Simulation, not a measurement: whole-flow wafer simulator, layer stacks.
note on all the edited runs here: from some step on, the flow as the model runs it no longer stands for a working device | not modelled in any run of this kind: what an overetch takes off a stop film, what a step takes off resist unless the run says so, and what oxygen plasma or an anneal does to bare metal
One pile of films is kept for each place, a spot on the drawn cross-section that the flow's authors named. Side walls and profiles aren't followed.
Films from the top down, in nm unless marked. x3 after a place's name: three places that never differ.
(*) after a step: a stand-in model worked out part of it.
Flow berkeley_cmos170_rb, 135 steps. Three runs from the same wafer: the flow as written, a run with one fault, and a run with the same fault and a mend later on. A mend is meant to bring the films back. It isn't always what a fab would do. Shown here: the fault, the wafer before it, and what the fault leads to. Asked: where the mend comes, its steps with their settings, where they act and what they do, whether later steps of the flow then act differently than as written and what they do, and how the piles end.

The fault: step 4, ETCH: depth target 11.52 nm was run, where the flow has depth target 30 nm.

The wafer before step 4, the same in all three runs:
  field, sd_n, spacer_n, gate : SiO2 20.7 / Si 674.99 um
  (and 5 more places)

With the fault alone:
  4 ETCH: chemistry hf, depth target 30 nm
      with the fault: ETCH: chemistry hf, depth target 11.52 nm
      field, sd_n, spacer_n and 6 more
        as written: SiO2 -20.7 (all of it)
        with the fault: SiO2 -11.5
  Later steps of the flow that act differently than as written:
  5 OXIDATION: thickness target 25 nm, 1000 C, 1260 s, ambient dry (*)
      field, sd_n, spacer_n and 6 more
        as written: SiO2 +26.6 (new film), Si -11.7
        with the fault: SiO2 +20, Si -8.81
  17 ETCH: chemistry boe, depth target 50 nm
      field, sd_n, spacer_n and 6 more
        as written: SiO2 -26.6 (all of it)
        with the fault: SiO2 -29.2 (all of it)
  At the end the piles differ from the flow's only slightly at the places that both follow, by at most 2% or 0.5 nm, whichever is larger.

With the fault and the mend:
  The mend comes after step 4.
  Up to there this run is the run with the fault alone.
  4a ETCH: chemistry hf, depth target 18.48 nm (the flow's step 4 once more, with other settings)
      field, sd_n, spacer_n and 6 more
        SiO2 -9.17 (all of it)
  No later step of the flow acts differently than as written at any place that is followed.
  At the end the piles are the same as the flow's at every place that both follow.
